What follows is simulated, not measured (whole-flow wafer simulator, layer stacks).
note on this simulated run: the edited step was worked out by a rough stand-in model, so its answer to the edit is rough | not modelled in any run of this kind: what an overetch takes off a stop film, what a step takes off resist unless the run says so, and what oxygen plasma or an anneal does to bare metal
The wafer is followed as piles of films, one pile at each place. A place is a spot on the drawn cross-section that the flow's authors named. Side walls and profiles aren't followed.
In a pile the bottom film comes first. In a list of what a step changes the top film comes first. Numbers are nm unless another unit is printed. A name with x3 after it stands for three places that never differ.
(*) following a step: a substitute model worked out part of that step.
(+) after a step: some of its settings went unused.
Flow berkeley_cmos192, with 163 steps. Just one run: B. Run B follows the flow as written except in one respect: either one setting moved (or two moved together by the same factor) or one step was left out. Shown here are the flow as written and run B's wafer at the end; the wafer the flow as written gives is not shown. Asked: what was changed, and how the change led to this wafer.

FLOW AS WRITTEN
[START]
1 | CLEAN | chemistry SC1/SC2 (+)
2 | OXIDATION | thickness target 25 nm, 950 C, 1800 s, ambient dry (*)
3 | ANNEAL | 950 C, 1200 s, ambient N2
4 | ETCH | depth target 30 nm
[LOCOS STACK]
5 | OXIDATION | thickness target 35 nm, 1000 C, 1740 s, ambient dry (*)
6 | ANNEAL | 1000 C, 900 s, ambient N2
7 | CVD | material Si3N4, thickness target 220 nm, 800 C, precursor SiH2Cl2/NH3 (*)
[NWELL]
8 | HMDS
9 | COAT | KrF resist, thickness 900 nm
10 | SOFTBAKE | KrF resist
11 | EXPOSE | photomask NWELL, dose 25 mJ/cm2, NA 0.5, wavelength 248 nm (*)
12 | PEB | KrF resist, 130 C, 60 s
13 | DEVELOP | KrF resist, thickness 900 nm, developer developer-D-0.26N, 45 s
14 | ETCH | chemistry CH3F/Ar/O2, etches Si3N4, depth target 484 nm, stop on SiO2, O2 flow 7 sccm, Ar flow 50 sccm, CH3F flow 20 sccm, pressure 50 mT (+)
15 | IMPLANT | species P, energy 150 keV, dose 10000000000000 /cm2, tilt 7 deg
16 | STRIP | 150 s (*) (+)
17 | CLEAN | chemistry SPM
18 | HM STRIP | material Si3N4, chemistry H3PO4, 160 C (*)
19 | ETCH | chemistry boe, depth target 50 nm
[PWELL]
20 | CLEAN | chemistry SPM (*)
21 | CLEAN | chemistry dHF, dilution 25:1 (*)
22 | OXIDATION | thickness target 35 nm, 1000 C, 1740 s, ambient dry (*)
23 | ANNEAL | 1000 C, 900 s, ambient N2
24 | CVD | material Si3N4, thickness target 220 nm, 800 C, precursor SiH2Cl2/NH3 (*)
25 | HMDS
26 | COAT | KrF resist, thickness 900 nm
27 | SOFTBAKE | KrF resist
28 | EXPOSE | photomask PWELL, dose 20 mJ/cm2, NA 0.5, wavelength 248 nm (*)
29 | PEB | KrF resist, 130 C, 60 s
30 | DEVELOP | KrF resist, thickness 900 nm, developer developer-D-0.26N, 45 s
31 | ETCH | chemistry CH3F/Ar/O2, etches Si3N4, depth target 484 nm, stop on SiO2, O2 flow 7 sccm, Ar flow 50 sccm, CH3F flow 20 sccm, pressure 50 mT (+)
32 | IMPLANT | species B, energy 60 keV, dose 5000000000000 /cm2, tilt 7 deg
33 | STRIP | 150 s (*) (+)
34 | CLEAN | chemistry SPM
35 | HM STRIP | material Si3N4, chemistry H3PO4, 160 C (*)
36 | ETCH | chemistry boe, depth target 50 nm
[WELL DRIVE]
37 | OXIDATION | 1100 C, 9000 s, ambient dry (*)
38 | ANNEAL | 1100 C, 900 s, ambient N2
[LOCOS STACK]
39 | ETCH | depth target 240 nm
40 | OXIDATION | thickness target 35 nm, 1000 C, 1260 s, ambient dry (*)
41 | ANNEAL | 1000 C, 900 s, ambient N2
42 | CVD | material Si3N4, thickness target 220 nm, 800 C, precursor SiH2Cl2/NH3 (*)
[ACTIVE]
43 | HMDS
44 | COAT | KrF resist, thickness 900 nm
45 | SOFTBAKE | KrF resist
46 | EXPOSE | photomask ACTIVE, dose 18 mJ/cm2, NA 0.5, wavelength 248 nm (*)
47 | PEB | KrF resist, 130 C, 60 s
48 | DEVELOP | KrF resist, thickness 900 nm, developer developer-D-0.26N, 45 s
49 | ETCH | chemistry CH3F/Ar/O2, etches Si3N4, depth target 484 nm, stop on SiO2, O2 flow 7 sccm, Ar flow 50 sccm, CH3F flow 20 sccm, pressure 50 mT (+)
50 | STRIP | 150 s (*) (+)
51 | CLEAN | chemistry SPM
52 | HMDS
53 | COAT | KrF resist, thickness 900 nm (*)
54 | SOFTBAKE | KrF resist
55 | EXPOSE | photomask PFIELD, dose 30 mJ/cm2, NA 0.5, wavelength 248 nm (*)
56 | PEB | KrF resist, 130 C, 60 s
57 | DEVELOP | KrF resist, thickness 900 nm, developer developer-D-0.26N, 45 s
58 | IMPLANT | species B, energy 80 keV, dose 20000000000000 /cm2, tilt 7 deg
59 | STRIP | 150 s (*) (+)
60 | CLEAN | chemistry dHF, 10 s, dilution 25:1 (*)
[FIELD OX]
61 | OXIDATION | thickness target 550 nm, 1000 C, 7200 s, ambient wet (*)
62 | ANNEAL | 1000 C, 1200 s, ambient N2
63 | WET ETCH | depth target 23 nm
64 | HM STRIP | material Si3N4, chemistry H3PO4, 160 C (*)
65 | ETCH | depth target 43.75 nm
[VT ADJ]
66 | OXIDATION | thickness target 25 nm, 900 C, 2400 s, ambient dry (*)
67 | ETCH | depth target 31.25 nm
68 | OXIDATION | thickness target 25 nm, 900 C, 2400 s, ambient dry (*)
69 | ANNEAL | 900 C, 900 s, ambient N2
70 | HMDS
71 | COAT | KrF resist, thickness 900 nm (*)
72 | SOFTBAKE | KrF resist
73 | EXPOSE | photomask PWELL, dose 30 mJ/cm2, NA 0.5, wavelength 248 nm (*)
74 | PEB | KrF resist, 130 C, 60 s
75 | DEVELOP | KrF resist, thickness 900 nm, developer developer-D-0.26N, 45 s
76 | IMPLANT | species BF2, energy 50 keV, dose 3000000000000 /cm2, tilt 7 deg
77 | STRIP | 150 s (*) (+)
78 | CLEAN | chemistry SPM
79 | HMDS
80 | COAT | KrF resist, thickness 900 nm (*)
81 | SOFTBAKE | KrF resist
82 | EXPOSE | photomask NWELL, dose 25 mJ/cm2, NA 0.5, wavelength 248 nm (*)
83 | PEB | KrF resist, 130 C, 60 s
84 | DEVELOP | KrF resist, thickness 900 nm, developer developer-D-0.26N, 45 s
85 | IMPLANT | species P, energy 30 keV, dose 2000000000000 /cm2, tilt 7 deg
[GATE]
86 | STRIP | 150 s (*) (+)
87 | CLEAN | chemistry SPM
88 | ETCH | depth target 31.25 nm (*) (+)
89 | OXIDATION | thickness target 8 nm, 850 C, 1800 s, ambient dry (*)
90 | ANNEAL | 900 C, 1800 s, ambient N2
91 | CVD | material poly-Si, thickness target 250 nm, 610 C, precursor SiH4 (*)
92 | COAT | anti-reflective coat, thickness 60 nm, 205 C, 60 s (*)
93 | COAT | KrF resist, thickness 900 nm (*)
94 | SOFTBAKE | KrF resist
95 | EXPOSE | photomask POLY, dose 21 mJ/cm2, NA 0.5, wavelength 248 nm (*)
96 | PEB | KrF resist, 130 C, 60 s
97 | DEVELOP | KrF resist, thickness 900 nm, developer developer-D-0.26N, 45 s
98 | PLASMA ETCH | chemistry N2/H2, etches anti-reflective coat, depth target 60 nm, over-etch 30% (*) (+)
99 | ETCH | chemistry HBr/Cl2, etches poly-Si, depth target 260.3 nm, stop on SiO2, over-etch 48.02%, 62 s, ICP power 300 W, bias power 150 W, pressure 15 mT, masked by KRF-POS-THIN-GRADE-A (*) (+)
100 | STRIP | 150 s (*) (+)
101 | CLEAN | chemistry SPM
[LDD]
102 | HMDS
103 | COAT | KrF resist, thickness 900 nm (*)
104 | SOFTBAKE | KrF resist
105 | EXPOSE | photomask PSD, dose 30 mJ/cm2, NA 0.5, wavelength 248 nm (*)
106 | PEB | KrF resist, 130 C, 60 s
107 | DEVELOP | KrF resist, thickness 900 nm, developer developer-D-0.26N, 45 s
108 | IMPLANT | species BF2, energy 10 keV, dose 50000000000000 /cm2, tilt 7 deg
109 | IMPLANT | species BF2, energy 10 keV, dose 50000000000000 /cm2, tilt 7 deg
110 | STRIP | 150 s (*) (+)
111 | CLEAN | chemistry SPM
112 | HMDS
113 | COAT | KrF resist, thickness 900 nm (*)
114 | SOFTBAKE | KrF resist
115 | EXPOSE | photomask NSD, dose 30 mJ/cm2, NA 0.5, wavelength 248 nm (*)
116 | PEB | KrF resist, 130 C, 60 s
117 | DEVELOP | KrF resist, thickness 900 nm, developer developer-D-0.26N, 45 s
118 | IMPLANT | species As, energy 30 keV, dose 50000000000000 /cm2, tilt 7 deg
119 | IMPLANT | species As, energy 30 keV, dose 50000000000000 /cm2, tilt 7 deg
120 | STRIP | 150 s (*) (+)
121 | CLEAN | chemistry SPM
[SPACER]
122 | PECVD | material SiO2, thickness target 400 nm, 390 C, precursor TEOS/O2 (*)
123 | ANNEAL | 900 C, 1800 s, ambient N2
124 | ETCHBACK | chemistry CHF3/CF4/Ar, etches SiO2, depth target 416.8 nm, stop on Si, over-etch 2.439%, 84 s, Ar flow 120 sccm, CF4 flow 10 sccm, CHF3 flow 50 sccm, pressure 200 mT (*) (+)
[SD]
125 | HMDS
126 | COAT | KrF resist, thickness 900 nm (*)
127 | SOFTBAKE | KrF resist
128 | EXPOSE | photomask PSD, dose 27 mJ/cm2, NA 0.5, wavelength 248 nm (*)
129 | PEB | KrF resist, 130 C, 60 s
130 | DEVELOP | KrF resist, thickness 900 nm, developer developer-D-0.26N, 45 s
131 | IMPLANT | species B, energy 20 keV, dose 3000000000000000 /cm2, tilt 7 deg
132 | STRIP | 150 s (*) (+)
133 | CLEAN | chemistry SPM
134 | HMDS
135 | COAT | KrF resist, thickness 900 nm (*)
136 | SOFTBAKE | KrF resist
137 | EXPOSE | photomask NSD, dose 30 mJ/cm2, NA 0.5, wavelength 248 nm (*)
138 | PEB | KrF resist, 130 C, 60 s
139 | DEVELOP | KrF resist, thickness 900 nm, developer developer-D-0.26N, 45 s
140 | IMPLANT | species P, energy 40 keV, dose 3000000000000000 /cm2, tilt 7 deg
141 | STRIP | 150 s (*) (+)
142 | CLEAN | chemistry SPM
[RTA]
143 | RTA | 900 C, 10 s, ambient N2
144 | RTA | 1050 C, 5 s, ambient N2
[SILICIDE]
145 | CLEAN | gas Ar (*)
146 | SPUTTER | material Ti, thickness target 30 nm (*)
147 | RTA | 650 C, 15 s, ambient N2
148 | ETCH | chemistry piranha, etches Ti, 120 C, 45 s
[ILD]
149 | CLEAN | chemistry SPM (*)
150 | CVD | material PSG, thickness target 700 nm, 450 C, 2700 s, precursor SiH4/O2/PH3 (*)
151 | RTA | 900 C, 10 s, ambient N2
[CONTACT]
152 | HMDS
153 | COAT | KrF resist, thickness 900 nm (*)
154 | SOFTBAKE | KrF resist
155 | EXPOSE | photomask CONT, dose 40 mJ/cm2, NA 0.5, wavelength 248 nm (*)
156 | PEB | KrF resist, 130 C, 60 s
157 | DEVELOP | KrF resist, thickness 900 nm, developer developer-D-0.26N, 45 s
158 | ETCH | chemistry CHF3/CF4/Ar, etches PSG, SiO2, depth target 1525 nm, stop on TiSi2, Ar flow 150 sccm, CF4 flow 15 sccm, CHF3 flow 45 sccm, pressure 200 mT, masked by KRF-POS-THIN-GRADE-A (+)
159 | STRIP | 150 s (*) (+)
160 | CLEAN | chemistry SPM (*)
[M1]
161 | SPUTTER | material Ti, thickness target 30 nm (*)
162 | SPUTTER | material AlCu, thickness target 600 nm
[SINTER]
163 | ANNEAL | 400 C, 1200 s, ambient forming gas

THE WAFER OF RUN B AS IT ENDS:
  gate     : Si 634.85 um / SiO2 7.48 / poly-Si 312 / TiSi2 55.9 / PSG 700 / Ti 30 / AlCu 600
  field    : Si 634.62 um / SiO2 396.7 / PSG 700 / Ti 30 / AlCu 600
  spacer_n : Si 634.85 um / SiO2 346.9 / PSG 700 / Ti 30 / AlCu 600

What caused this: step 91, CVD: thickness target 371 nm was run, though the flow has thickness target 250 nm.

Step by step, how the change led to this:
  91 | CVD | material poly-Si, thickness target 250 nm, 610 C, precursor SiH4 (*)
      field, sd_n, spacer_n and 6 more: +371 poly-Si (new film) (it would be, as written: +250 poly-Si (new film))
  92 | COAT | anti-reflective coat, thickness 60 nm, 205 C, 60 s (*)
      field: +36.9 anti-reflective coat (new film) (it would be, as written: +35.3 anti-reflective coat (new film))
      sd_n: +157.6 anti-reflective coat (new film) (it would be, as written: +152.4 anti-reflective coat (new film))
      (also at 1 further place)
  98 | PLASMA ETCH | chemistry N2/H2, etches anti-reflective coat, depth target 60 nm, over-etch 30% (*) (+)
      field: -36.9 anti-reflective coat (all of it), -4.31 poly-Si (it would be, as written: -35.3 anti-reflective coat (all of it), -4.18 poly-Si)
      sd_n: -157.6 anti-reflective coat (all of it), -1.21 poly-Si (it would be, as written: -152.4 anti-reflective coat (all of it), -1.17 poly-Si)
      (also at 1 further place)
  99 | ETCH | chemistry HBr/Cl2, etches poly-Si, depth target 260.3 nm, stop on SiO2, over-etch 48.02%, 62 s, ICP power 300 W, bias power 150 W, pressure 15 mT, masked by KRF-POS-THIN-GRADE-A (*) (+)
      spacer_n, spacer_p: -366.6 poly-Si (all of it), -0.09 SiO2 (it would be, as written: -245.8 poly-Si (all of it), -1.74 SiO2)
      field: -366.7 poly-Si (all of it), -0.09 SiO2 (it would be, as written: -245.8 poly-Si (all of it), -1.74 SiO2)
      (also at 4 further places)
  103 | COAT | KrF resist, thickness 900 nm (*)
      gate: +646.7 KrF resist (new film) (it would be, as written: +748 KrF resist (new film))
      gate_p: +642.8 KrF resist (new film) (it would be, as written: +744.1 KrF resist (new film))
  107 | DEVELOP | KrF resist, thickness 900 nm, developer developer-D-0.26N, 45 s
      gate_p: -641.9 KrF resist (all of it) (it would be, as written: -742.9 KrF resist (all of it))
  110 | STRIP | 150 s (*) (+)
      gate: -631.5 KrF resist (all of it), +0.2 chemical SiO2, -0.09 poly-Si (it would be, as written: -732.7 KrF resist (all of it), +0.2 chemical SiO2, -0.09 poly-Si)
  113 | COAT | KrF resist, thickness 900 nm (*)
      gate: +646.6 KrF resist (new film) (it would be, as written: +747.9 KrF resist (new film))
      gate_p: +642.7 KrF resist (new film) (it would be, as written: +743.9 KrF resist (new film))
  117 | DEVELOP | KrF resist, thickness 900 nm, developer developer-D-0.26N, 45 s
      gate: -645.7 KrF resist (all of it) (it would be, as written: -746.8 KrF resist (all of it))
  120 | STRIP | 150 s (*) (+)
      gate_p: -627.5 KrF resist (all of it), +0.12 chemical SiO2, -0.05 poly-Si (it would be, as written: -728.6 KrF resist (all of it), +0.12 chemical SiO2, -0.05 poly-Si)
  124 | ETCHBACK | chemistry CHF3/CF4/Ar, etches SiO2, depth target 416.8 nm, stop on Si, over-etch 2.439%, 84 s, Ar flow 120 sccm, CF4 flow 10 sccm, CHF3 flow 50 sccm, pressure 200 mT (*) (+)
      spacer_n: -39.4 SiO2 (it would be, as written: -160 SiO2)
      spacer_p: -39.4 SiO2 (it would be, as written: -159.9 SiO2)
  126 | COAT | KrF resist, thickness 900 nm (*)
      spacer_n: +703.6 KrF resist (new film) (it would be, as written: +791.6 KrF resist (new film))
      gate: +685.7 KrF resist (new film) (it would be, as written: +771.5 KrF resist (new film))
      (also at 2 further places)
  130 | DEVELOP | KrF resist, thickness 900 nm, developer developer-D-0.26N, 45 s
      spacer_p: -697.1 KrF resist (all of it) (it would be, as written: -784.6 KrF resist (all of it))
      gate_p: -679 KrF resist (all of it) (it would be, as written: -764.3 KrF resist (all of it))
  132 | STRIP | 150 s (*) (+)
      spacer_n: -688.3 KrF resist (all of it) (it would be, as written: -776.1 KrF resist (all of it))
      gate: +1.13 chemical SiO2 (new film), -670.4 KrF resist (all of it), -0.5 poly-Si (it would be, as written: +1.13 chemical SiO2 (new film), -756.1 KrF resist (all of it), -0.5 poly-Si)
  135 | COAT | KrF resist, thickness 900 nm (*)
      spacer_n: +703.9 KrF resist (new film) (it would be, as written: +791.1 KrF resist (new film))
      gate: +685.3 KrF resist (new film) (it would be, as written: +770.3 KrF resist (new film))
      (also at 2 further places)
  139 | DEVELOP | KrF resist, thickness 900 nm, developer developer-D-0.26N, 45 s
      spacer_n: -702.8 KrF resist (all of it) (it would be, as written: -789.9 KrF resist (all of it))
      gate: -684.3 KrF resist (all of it) (it would be, as written: -769.1 KrF resist (all of it))
  ... another 2 steps ...
  159 | STRIP | 150 s (*) (+)
      field: -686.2 KrF resist (all of it) (it would be, as written: -671.6 KrF resist (all of it))
      spacer_n: -556.3 KrF resist (all of it) (it would be, as written: -620.3 KrF resist (all of it))
      (also at 4 further places)
